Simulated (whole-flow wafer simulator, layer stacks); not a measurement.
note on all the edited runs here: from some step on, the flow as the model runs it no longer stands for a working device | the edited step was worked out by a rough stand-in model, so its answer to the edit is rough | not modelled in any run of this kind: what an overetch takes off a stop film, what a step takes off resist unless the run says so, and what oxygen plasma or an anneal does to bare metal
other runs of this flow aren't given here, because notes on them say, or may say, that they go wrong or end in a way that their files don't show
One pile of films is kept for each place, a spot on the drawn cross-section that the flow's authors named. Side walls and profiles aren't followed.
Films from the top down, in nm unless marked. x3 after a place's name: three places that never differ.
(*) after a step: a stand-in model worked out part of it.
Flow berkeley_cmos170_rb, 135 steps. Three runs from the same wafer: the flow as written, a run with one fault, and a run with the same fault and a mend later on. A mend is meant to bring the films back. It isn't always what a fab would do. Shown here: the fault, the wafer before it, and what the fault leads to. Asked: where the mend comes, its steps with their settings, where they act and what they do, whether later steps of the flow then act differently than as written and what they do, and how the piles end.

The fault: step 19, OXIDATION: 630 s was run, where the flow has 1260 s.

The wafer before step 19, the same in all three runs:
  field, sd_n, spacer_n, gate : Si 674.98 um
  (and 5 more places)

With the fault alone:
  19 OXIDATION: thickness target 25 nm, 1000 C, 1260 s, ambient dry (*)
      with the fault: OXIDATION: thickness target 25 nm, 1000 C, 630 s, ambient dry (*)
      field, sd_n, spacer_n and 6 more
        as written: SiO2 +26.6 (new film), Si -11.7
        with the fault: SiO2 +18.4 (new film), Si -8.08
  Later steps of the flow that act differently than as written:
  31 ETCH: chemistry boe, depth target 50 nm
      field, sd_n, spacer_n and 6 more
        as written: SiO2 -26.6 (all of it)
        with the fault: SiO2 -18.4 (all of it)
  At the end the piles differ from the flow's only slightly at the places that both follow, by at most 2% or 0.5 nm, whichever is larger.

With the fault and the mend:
  The mend comes after step 19.
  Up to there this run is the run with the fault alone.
  19a OXIDATION: thickness target 25 nm, 1000 C, 630 s, ambient dry (*) (the flow's step 19 once more, with other settings)
      field, sd_n, spacer_n and 6 more
        SiO2 +8.19, Si -3.6
  No later step of the flow acts differently than as written at any place that is followed.
  At the end the piles are the same as the flow's at every place that both follow.
